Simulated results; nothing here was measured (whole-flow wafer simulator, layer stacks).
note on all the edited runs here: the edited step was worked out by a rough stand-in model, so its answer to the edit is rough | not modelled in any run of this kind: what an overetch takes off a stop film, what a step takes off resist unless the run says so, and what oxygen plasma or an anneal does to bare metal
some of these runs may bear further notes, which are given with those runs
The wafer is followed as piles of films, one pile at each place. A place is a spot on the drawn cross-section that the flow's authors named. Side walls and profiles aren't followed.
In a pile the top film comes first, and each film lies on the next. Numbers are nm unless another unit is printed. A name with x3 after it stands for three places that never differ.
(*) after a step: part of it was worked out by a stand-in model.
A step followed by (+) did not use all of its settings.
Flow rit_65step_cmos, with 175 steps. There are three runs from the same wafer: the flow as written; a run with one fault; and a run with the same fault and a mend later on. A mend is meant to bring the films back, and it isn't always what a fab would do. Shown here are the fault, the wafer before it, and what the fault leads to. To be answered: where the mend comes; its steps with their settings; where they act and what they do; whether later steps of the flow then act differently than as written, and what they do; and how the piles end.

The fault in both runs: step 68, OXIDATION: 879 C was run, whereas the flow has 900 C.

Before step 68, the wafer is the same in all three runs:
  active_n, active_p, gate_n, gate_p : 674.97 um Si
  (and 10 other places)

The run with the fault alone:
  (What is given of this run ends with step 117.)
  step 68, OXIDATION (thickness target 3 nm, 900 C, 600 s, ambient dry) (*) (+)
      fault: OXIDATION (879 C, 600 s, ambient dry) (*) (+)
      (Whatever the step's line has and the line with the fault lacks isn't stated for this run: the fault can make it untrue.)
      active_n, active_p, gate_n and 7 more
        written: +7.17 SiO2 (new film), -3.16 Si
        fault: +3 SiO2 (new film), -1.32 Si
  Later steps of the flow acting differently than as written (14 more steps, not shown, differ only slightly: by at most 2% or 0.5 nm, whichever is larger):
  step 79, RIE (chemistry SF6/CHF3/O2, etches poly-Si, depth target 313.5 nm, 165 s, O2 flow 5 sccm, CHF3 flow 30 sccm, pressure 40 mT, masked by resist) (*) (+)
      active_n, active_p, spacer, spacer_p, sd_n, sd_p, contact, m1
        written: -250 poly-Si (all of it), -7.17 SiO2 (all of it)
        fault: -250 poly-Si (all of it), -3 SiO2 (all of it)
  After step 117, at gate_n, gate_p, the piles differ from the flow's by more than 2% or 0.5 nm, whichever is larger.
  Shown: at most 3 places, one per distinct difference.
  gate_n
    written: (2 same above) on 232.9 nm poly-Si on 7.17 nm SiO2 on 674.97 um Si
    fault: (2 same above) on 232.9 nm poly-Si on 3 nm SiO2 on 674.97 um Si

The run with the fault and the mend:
  After step 69 comes the mend.
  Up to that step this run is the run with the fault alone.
  step 69a, OXIDATION (900 C, 488.4 s, ambient dry) (*) (+) (the flow's step 68, run once more with other settings)
      active_n, active_p, gate_n and 7 more
        +4 SiO2, -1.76 Si
  Later steps of the flow that are run all act as written at every place that is followed, up to a difference of at most 2% or 0.5 nm, whichever is larger.
  The piles end only slightly different from the flow's at the places that both follow, by no more than 2% or 0.5 nm, whichever is larger.
